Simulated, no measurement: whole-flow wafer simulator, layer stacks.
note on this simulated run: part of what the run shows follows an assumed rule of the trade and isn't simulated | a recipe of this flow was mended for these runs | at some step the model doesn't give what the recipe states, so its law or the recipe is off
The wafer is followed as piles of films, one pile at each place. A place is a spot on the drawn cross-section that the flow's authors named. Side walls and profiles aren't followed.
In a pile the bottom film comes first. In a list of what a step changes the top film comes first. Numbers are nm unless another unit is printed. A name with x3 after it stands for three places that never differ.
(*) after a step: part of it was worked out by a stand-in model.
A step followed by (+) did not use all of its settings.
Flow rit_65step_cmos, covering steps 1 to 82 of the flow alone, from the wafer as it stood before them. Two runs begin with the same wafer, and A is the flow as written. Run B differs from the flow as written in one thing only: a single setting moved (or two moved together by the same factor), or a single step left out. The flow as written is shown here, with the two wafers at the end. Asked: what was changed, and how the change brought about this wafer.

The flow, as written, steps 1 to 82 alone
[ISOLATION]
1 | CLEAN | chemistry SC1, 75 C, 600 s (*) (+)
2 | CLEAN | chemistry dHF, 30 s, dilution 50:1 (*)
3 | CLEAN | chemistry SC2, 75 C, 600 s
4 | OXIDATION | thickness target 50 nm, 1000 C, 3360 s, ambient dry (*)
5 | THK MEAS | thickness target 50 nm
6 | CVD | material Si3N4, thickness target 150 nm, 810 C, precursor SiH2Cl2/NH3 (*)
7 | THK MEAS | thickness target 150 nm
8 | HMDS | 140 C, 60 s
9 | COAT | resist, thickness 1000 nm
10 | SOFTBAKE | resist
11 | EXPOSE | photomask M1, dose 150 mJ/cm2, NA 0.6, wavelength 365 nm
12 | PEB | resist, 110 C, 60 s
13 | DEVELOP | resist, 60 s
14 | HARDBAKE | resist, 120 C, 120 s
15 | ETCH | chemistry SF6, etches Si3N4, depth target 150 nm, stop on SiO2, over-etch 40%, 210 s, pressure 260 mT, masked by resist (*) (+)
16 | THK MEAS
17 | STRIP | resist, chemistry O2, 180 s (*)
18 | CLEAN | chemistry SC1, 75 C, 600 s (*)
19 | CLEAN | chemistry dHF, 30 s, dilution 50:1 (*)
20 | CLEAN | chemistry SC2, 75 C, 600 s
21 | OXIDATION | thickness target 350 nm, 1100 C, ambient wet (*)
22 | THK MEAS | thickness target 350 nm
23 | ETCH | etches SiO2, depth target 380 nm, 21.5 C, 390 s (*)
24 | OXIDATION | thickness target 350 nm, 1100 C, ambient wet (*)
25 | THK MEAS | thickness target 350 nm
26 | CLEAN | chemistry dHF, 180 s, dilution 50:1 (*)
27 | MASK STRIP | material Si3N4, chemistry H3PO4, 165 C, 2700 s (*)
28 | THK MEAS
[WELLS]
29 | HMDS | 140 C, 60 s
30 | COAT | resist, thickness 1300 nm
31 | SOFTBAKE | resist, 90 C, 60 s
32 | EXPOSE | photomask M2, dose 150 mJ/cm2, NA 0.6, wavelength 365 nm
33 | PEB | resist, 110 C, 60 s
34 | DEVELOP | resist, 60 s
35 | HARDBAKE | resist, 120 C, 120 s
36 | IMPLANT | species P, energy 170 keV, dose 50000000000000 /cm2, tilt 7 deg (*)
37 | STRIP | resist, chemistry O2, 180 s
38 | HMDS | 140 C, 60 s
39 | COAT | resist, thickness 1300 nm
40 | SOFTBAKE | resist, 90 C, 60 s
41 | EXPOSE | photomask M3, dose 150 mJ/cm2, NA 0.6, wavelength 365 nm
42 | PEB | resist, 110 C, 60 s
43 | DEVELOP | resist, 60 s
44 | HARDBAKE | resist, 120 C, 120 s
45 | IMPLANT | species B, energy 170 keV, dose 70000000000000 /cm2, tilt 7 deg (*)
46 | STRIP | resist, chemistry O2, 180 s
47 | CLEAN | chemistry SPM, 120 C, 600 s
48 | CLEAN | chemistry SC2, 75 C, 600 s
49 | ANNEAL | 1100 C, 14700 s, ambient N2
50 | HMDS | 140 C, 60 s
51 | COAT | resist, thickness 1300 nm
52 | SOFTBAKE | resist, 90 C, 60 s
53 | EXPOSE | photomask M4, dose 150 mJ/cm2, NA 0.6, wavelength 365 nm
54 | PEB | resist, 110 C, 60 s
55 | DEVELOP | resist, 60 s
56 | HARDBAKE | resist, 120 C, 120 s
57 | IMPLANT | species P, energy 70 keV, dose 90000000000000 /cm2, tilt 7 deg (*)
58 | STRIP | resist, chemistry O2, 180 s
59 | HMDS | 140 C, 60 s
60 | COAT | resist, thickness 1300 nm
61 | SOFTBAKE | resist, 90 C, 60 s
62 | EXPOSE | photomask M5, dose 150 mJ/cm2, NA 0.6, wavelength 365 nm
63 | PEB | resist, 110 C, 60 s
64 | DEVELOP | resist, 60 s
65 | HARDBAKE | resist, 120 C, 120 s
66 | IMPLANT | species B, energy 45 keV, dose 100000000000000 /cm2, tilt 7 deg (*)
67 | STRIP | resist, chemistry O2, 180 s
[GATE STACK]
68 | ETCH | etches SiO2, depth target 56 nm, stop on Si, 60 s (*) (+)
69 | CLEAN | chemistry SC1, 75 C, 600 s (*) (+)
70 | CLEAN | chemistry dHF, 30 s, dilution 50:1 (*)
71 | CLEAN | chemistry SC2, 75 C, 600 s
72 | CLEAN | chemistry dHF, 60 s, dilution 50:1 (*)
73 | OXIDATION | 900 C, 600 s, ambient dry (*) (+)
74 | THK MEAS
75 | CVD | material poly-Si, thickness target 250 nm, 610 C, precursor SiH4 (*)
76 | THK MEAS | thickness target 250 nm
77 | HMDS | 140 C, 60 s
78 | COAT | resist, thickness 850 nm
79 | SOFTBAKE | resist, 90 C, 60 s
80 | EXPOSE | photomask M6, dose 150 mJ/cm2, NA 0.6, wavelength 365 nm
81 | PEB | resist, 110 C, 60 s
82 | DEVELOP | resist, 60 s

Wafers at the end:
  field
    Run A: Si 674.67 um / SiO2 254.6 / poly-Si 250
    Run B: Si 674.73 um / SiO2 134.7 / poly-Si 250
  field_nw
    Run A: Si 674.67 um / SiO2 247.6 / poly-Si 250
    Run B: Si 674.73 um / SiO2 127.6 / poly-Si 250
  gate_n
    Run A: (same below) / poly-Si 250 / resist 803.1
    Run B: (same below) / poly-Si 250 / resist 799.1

What caused this: step 24, OXIDATION: thickness target 224 nm was run, while the flow as written has thickness target 350 nm; step 26, CLEAN: 115 s was run, where the flow has 180 s.

How this came from the change, step by step:
  24 | OXIDATION | thickness target 350 nm, 1100 C, ambient wet (*)
      active_n, active_p, gate_n and 7 more: A +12 SiO2 (new film), -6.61 Si3N4 | B +6.65 SiO2 (new film), -3.67 Si3N4
      field, field_pw, field_nw, field_p: A +350 SiO2 (new film), -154 Si | B +224 SiO2 (new film), -98.6 Si
  26 | CLEAN | chemistry dHF, 180 s, dilution 50:1 (*)
      active_n, active_p, gate_n and 7 more: A -12 SiO2 (all of it), -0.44 Si3N4 | B -6.65 SiO2 (all of it), -0.37 Si3N4
      field, field_pw, field_nw, field_p: A -16.7 SiO2 | B -10.7 SiO2
  27 | MASK STRIP | material Si3N4, chemistry H3PO4, 165 C, 2700 s (*)
      active_n, active_p, gate_n and 7 more: A -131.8 Si3N4 (all of it), -5.64 SiO2 | B -134.8 Si3N4 (all of it), -5.53 SiO2
  30 | COAT | resist, thickness 1300 nm
      field_pw, field_nw: A +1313 resist (new film) | B +1348.4 resist (new film)
      field: A +1315.7 resist (new film) | B +1364 resist (new film)
      (and at 1 other place as well)
  33 | PEB | resist, 110 C, 60 s
      field, field_p: A -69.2 resist | B -71.7 resist
      field_pw, field_nw: A -69.1 resist | B -70.9 resist
  34 | DEVELOP | resist, 60 s
      field_nw: A -1243.9 resist (all of it) | B -1277.5 resist (all of it)
      field_p: A -1246.5 resist (all of it) | B -1292 resist (all of it)
  35 | HARDBAKE | resist, 120 C, 120 s
      field: A -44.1 resist | B -45.7 resist
      field_pw: A -44 resist | B -45.2 resist
  37 | STRIP | resist, chemistry O2, 180 s
      field: A -1202.4 resist (all of it) | B -1246.5 resist (all of it)
      field_pw: A -1199.9 resist (all of it) | B -1232.3 resist (all of it)
  39 | COAT | resist, thickness 1300 nm
      field_pw, field_nw: A +1313 resist (new film) | B +1348.4 resist (new film)
      field: A +1315.7 resist (new film) | B +1364 resist (new film)
      (and at 1 other place as well)
  42 | PEB | resist, 110 C, 60 s
      field, field_p: A -69.2 resist | B -71.7 resist
      field_pw, field_nw: A -69.1 resist | B -70.9 resist
  43 | DEVELOP | resist, 60 s
      field: A -1246.5 resist (all of it) | B -1292.2 resist (all of it)
      field_pw: A -1243.9 resist (all of it) | B -1277.5 resist (all of it)
  44 | HARDBAKE | resist, 120 C, 120 s
      field_nw: A -44 resist | B -45.2 resist
      field_p: A -44.1 resist | B -45.7 resist
  46 | STRIP | resist, chemistry O2, 180 s
      field_nw: A -1199.9 resist (all of it) | B -1232.3 resist (all of it)
      field_p: A -1202.3 resist (all of it) | B -1246.3 resist (all of it)
  51 | COAT | resist, thickness 1300 nm
      field_pw, field_nw: A +1313 resist (new film) | B +1348.4 resist (new film)
      field: A +1315.7 resist (new film) | B +1364 resist (new film)
      (and at 1 other place as well)
  54 | PEB | resist, 110 C, 60 s
      field, field_p: A -69.2 resist | B -71.7 resist
      field_pw, field_nw: A -69.1 resist | B -70.9 resist
  55 | DEVELOP | resist, 60 s
      field_nw: A -1243.9 resist (all of it) | B -1277.5 resist (all of it)
      field_p: A -1246.5 resist (all of it) | B -1292 resist (all of it)
  ... 9 further steps ...
  82 | DEVELOP | resist, 60 s
      field: A -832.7 resist (all of it) | B -877.2 resist (all of it)
      field_pw: A -826 resist (all of it) | B -857.3 resist (all of it)
      (and at 2 other places as well)
